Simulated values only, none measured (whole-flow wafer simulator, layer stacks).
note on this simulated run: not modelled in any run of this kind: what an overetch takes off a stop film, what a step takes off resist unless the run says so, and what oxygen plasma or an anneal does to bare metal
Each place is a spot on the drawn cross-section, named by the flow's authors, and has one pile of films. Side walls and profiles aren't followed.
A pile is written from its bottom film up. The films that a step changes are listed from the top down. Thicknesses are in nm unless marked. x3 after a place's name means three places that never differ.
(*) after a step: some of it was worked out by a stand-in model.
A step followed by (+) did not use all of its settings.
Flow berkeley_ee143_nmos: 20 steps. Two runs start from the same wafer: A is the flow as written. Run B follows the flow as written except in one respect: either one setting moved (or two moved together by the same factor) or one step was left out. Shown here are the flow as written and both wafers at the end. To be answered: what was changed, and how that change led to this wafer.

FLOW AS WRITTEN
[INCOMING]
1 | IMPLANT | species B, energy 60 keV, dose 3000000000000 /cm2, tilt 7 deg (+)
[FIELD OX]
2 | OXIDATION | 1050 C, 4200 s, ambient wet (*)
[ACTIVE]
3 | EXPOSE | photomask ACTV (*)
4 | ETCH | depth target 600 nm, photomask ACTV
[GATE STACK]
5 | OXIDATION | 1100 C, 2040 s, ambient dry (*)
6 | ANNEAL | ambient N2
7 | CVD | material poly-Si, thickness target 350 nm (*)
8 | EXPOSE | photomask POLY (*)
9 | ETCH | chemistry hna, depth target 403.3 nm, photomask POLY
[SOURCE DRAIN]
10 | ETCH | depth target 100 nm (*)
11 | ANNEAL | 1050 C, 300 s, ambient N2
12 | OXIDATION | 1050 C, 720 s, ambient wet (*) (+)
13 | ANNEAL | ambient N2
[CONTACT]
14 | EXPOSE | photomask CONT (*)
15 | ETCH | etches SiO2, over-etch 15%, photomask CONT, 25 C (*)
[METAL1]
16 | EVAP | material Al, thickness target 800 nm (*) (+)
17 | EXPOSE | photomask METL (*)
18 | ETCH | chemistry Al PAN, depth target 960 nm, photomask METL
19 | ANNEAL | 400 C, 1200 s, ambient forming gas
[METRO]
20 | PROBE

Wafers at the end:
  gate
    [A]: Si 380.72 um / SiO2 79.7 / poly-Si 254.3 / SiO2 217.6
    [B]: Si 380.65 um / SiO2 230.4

What caused this: step 7, CVD: material poly-Si, thickness target 350 nm (*), was skipped.

The path from the change to this, step by step:
  9 | ETCH | chemistry hna, depth target 403.3 nm, photomask POLY
      sd, contact, field: A poly-Si loses 350 (all of it) | B nothing
  12 | OXIDATION | 1050 C, 720 s, ambient wet (*) (+)
      gate: A SiO2 gains 217.6 (new film), poly-Si loses 95.7 | B SiO2 gains 150.7, Si loses 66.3
